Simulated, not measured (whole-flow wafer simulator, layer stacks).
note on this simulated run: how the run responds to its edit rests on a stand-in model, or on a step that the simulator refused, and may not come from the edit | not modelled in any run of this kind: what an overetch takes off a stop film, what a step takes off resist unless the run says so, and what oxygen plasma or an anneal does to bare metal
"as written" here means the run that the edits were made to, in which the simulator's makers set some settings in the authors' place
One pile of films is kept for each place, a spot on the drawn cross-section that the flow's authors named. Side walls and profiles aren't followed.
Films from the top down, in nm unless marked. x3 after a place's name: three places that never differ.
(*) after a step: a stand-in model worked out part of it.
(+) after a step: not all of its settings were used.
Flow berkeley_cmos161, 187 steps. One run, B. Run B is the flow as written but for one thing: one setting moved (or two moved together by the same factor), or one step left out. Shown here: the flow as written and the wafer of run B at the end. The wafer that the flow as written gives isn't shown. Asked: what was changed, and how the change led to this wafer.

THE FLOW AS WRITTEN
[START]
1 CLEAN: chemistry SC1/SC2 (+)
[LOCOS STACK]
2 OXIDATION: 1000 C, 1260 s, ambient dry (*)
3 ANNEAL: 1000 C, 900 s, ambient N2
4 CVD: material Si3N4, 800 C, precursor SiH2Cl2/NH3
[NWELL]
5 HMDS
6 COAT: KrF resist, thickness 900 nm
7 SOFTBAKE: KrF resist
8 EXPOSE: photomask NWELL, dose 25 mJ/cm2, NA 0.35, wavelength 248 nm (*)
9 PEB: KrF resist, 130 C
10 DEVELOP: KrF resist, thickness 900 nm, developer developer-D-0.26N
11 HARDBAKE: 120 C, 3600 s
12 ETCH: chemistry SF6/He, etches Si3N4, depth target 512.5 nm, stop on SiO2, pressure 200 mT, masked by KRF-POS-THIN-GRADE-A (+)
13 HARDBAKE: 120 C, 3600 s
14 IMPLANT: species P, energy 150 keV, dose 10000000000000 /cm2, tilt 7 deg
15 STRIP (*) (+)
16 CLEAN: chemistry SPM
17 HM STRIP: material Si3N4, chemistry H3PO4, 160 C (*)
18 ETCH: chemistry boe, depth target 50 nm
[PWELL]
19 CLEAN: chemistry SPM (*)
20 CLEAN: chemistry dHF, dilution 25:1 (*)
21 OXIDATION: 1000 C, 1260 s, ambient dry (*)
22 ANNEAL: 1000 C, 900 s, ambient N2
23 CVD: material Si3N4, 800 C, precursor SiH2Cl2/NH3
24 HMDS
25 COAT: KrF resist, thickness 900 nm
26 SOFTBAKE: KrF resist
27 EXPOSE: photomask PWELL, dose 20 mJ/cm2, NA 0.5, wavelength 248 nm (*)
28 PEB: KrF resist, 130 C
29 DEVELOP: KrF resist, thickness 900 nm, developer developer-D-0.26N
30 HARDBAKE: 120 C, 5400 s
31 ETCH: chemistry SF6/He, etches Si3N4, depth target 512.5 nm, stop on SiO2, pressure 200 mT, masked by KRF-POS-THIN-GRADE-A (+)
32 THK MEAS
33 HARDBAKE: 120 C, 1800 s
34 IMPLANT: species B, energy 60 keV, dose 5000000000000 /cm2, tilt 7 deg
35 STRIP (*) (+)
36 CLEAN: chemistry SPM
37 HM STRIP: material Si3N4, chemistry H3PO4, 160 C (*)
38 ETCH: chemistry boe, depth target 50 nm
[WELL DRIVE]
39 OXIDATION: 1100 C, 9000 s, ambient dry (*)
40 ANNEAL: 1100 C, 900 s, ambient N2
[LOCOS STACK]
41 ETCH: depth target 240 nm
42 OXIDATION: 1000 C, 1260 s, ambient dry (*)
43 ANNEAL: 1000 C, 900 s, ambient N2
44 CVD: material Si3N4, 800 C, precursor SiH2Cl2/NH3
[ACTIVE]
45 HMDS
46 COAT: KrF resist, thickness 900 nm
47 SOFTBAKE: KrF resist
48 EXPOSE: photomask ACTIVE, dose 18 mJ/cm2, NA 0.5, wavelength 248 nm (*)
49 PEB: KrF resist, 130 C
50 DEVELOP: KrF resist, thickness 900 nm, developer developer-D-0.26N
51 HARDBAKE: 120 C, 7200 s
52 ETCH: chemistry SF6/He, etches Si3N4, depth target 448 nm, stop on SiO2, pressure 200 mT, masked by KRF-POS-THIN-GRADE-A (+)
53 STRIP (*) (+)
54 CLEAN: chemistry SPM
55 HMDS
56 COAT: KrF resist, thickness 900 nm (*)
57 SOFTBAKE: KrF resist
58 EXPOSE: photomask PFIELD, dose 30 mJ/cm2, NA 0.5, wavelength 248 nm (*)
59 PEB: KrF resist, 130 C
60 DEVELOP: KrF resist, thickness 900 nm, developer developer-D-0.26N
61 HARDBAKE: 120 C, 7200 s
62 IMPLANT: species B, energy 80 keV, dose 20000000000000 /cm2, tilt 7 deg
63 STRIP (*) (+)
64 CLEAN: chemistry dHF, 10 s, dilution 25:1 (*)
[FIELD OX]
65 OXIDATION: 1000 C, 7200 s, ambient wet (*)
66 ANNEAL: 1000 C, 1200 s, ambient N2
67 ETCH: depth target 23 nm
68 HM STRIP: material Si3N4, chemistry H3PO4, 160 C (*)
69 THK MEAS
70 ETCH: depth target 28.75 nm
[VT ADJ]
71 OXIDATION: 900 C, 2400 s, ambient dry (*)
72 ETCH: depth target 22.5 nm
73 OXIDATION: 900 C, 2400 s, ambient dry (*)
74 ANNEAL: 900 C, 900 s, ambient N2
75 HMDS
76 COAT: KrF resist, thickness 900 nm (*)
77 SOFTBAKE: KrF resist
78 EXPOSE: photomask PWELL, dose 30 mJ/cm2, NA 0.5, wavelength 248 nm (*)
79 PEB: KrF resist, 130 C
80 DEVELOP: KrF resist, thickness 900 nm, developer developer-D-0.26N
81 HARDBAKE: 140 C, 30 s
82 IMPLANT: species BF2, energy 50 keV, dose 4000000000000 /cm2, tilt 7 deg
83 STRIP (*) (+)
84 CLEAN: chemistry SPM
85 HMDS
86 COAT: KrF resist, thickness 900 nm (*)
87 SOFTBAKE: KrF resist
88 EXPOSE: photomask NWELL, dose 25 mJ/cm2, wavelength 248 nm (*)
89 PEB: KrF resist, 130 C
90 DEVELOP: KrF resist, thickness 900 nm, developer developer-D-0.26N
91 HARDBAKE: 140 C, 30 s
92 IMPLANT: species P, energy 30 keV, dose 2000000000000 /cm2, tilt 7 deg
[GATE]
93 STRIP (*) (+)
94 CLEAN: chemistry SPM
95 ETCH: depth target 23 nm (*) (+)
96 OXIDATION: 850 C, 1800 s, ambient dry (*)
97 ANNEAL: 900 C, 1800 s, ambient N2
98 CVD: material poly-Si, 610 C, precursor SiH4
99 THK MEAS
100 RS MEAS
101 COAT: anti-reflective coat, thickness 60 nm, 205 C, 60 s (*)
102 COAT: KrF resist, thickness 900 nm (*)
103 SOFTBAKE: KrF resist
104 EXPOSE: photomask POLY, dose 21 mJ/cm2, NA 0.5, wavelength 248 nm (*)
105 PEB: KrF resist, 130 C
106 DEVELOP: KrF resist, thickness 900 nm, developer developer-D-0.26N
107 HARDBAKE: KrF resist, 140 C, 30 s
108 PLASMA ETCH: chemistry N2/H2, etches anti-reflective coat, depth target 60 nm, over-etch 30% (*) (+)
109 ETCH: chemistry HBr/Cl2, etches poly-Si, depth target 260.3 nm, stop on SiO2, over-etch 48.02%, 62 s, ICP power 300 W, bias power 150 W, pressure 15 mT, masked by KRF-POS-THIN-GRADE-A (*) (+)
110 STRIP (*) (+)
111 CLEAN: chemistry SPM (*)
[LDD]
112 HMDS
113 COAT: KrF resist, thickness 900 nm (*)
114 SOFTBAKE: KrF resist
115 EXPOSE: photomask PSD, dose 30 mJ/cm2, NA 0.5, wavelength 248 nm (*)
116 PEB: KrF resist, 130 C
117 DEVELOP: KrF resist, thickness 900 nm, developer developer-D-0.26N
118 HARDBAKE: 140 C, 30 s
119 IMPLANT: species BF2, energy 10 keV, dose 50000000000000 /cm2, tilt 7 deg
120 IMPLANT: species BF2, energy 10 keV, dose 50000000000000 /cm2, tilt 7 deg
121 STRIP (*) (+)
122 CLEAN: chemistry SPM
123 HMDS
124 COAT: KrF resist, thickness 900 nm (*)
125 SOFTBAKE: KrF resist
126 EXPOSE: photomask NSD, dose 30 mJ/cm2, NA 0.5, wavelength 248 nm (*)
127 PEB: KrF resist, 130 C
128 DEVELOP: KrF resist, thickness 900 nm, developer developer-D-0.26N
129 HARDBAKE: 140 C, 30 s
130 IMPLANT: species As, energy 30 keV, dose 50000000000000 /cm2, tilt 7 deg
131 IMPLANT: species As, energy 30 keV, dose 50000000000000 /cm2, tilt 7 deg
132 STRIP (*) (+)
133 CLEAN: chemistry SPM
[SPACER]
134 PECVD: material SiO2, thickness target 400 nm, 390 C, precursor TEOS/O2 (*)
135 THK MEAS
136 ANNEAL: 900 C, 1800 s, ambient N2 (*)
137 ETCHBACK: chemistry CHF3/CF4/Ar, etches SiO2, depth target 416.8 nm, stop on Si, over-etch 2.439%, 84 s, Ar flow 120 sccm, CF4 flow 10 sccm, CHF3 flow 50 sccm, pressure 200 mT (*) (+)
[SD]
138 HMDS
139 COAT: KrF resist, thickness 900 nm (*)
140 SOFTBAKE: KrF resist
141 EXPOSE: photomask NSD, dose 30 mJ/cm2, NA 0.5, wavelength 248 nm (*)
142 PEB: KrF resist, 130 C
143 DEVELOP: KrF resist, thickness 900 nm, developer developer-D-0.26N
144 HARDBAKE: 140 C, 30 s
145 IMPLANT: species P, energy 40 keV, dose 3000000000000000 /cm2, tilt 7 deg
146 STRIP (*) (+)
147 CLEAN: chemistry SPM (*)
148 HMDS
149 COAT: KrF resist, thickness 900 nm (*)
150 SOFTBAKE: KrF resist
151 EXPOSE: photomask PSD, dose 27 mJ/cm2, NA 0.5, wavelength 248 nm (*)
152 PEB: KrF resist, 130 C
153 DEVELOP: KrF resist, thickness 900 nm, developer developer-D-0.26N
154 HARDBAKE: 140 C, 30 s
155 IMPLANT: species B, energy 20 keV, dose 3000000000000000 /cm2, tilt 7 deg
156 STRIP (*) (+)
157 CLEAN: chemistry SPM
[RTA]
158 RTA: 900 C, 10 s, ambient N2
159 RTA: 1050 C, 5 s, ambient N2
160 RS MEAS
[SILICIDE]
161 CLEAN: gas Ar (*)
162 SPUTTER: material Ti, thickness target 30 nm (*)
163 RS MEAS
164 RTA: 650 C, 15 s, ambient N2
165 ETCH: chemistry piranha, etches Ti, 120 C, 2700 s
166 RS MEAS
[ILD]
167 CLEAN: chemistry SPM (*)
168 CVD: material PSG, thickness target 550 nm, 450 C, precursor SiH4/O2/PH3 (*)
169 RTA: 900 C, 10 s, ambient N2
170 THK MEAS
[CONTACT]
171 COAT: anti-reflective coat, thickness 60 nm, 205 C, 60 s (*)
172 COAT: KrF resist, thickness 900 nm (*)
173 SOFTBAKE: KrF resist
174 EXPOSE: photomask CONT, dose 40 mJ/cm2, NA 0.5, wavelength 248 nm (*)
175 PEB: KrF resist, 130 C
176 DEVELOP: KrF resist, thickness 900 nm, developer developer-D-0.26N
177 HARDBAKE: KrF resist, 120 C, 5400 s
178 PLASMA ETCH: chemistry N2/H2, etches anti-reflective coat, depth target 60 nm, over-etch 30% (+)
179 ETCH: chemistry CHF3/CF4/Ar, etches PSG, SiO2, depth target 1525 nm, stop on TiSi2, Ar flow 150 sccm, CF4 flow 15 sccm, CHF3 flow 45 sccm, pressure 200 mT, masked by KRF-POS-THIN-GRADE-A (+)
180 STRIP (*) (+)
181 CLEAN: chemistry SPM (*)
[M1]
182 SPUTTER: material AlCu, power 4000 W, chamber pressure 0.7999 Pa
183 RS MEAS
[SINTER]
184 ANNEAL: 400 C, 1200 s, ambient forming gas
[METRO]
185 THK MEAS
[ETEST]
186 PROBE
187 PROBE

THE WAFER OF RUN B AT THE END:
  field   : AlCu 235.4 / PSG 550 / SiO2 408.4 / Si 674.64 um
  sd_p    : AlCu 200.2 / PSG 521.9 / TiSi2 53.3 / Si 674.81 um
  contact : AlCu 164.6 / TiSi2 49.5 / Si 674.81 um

The cause: step 182, SPUTTER: power 3397 W was run, where the flow has power 4000 W.

How the change led to this, step by step:
  182 SPUTTER: material AlCu, power 4000 W, chamber pressure 0.7999 Pa
      field, sd_n, spacer_n, gate_n, spacer_p, gate_p, m1: AlCu +235.4 (new film) (as written it would be: AlCu +275.8 (new film))
      sd_p: AlCu +200.2 (new film) (as written it would be: AlCu +234.7 (new film))
      (and at 1 more place)
